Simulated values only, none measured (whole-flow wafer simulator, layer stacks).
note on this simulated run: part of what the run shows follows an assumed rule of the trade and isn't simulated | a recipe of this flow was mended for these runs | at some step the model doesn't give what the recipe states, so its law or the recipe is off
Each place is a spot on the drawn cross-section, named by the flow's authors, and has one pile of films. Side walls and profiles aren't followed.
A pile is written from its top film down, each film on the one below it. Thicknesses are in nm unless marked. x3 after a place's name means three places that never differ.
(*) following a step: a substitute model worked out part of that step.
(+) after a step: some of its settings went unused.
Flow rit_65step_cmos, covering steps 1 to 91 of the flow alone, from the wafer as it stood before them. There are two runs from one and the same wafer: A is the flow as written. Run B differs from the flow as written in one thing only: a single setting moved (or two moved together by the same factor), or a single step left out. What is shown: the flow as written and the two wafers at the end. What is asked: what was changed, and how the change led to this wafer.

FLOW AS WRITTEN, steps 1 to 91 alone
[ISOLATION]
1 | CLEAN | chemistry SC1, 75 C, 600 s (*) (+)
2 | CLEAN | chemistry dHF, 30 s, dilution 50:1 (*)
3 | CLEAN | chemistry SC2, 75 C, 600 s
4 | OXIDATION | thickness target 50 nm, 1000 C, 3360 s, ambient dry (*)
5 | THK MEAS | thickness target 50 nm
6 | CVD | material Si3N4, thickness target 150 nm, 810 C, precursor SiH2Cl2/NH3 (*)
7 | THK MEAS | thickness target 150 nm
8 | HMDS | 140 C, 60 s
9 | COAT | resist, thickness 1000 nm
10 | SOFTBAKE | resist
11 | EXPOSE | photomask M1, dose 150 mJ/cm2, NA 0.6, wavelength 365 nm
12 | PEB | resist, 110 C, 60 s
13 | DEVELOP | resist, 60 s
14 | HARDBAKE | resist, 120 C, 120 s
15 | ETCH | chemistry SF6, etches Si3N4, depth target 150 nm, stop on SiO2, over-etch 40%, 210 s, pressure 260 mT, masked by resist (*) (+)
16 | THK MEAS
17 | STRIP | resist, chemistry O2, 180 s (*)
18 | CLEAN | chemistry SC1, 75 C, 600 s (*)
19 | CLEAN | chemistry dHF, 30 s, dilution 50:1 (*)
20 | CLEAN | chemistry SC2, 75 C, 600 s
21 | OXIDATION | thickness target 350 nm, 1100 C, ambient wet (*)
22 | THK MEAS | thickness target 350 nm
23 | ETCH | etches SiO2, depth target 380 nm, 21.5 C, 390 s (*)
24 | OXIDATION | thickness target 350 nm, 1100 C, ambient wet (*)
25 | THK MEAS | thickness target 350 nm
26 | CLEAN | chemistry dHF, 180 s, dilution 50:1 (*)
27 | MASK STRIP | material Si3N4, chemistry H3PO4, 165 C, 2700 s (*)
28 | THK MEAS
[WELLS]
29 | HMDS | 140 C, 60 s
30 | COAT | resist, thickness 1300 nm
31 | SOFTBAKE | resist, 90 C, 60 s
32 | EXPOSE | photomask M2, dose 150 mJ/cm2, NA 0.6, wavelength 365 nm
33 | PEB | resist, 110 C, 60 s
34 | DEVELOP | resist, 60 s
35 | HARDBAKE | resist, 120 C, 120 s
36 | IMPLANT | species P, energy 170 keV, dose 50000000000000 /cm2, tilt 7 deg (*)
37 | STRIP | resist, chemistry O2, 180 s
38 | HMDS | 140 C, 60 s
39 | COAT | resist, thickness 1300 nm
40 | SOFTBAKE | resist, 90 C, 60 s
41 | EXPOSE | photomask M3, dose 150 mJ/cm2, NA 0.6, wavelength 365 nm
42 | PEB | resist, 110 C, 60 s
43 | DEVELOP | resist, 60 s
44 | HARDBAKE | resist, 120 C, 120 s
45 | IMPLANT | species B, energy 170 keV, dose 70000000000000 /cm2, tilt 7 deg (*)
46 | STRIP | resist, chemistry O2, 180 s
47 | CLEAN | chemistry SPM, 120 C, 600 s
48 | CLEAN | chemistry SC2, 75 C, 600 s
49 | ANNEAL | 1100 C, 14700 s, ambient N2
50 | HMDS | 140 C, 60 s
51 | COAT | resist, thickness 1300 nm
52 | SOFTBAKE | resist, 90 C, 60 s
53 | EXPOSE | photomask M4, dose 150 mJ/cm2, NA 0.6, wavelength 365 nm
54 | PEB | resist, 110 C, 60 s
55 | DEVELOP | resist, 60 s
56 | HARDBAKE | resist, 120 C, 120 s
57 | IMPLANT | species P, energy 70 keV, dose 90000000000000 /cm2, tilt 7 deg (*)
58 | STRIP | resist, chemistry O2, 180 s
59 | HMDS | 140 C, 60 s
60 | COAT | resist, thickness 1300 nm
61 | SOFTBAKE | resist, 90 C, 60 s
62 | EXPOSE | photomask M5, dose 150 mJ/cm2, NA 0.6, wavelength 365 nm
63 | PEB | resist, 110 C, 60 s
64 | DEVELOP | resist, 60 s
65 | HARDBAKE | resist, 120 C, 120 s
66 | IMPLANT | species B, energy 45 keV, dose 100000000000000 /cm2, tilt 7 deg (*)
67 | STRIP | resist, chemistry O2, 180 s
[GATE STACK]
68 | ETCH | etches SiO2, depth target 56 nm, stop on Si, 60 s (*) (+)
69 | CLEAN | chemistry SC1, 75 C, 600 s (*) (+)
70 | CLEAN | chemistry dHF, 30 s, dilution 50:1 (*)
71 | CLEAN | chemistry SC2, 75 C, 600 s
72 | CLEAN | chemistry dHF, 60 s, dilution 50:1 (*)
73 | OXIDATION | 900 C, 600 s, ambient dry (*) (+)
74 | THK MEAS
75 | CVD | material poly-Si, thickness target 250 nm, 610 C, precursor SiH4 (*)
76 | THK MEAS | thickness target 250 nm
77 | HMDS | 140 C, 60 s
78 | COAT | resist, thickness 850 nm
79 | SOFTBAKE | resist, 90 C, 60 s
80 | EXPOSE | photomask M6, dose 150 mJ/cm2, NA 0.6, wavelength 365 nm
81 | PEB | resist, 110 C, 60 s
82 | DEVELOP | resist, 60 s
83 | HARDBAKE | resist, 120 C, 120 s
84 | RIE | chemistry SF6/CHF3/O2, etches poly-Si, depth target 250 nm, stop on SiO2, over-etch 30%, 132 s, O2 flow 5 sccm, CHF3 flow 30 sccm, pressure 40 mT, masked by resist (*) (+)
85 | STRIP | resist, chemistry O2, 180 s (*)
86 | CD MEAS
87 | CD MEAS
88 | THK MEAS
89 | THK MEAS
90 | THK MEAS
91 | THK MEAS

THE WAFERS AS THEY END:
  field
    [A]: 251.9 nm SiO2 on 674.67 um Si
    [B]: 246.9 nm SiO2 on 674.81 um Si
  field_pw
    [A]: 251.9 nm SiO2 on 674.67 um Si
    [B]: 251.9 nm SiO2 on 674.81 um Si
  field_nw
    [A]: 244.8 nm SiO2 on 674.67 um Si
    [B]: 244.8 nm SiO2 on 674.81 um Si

Cause: step 21, OXIDATION: thickness target 350 nm, 1100 C, ambient wet (*), was not run.

The path from the change to this, step by step:
  23 | ETCH | etches SiO2, depth target 380 nm, 21.5 C, 390 s (*)
      active_n, active_p, gate_n and 7 more: A -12 SiO2 (all of it), -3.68 Si3N4 | B -2.31 Si3N4
      field, field_p: A -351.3 SiO2 (all of it), -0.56 Si | B -23.1 SiO2 (all of it), -6.82 Si
      (as well as at 2 more places)
  24 | OXIDATION | thickness target 350 nm, 1100 C, ambient wet (*)
      gate_n, gate_p, spacer, spacer_p, sd_n, sd_p, contact, m1: A +12 SiO2 (new film), -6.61 Si3N4 | B +12 SiO2 (new film), -6.61 Si3N4, +0.03 SiO2
  27 | MASK STRIP | material Si3N4, chemistry H3PO4, 165 C, 2700 s (*)
      active_n, active_p, gate_n and 7 more: A -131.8 Si3N4 (all of it), -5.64 SiO2 | B -139.8 Si3N4 (all of it), -5.34 SiO2
  30 | COAT | resist, thickness 1300 nm
      field_pw, field_nw: A +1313 resist (new film) | B +1237.4 resist (new film)
      field: A +1315.7 resist (new film) | B +1217.3 resist (new film)
      (as well as at 1 more place)
  33 | PEB | resist, 110 C, 60 s
      field, field_p: A -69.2 resist | B -63.8 resist
      field_pw, field_nw: A -69.1 resist | B -65.1 resist
  34 | DEVELOP | resist, 60 s
      field_nw: A -1243.9 resist (all of it) | B -1172.3 resist (all of it)
      field_p: A -1246.5 resist (all of it) | B -1153.7 resist (all of it)
  35 | HARDBAKE | resist, 120 C, 120 s
      field: A -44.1 resist | B -40.5 resist
      field_pw: A -44 resist | B -41.5 resist
  37 | STRIP | resist, chemistry O2, 180 s
      field: A -1202.4 resist (all of it) | B -1113 resist (all of it)
      field_pw: A -1199.9 resist (all of it) | B -1130.8 resist (all of it)
  39 | COAT | resist, thickness 1300 nm
      field_pw, field_nw: A +1313 resist (new film) | B +1237.4 resist (new film)
      field: A +1315.7 resist (new film) | B +1217.3 resist (new film)
      (as well as at 1 more place)
  42 | PEB | resist, 110 C, 60 s
      field, field_p: A -69.2 resist | B -63.8 resist
      field_pw, field_nw: A -69.1 resist | B -65.1 resist
  43 | DEVELOP | resist, 60 s
      field: A -1246.5 resist (all of it) | B -1153.5 resist (all of it)
      field_pw: A -1243.9 resist (all of it) | B -1172.3 resist (all of it)
  44 | HARDBAKE | resist, 120 C, 120 s
      field_nw: A -44 resist | B -41.5 resist
      field_p: A -44.1 resist | B -40.5 resist
  46 | STRIP | resist, chemistry O2, 180 s
      field_nw: A -1199.9 resist (all of it) | B -1130.8 resist (all of it)
      field_p: A -1202.3 resist (all of it) | B -1113.2 resist (all of it)
  51 | COAT | resist, thickness 1300 nm
      field_pw, field_nw: A +1313 resist (new film) | B +1237.4 resist (new film)
      field: A +1315.7 resist (new film) | B +1217.3 resist (new film)
      (as well as at 1 more place)
  54 | PEB | resist, 110 C, 60 s
      field, field_p: A -69.2 resist | B -63.8 resist
      field_pw, field_nw: A -69.1 resist | B -65.1 resist
  55 | DEVELOP | resist, 60 s
      field_nw: A -1243.9 resist (all of it) | B -1172.3 resist (all of it)
      field_p: A -1246.5 resist (all of it) | B -1153.7 resist (all of it)
  ... 9 other steps ...
  82 | DEVELOP | resist, 60 s
      field: A -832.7 resist (all of it) | B -746.4 resist (all of it)
      field_pw: A -826 resist (all of it) | B -760.4 resist (all of it)
      (as well as at 2 more places)
